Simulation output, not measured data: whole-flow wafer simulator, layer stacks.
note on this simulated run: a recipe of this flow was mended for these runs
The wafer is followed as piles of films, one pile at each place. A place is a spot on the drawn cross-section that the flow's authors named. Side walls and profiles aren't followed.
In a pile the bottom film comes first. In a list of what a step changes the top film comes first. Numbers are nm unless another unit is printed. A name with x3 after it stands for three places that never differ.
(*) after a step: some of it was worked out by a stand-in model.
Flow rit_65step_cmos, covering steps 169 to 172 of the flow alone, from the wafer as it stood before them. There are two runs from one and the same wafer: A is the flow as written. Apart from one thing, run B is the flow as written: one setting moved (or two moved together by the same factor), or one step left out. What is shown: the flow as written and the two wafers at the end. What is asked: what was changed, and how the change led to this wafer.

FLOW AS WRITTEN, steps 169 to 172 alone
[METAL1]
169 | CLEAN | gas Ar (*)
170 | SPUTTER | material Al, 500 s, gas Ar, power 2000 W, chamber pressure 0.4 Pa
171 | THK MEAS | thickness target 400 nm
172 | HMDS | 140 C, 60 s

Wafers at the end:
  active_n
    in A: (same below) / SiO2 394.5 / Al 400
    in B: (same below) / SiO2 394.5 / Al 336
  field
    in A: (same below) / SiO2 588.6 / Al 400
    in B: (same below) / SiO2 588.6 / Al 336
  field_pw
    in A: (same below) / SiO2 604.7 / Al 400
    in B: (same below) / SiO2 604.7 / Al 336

Cause: step 170, SPUTTER: 420 s was run, though the flow has 500 s.

The path from the change to this, step by step:
  170 | SPUTTER | material Al, 500 s, gas Ar, power 2000 W, chamber pressure 0.4 Pa
      field, field_pw, field_nw and 10 more: A +400 Al (new film) | B +336 Al (new film)
      contact: A +255.4 Al (new film) | B +217.4 Al (new film)
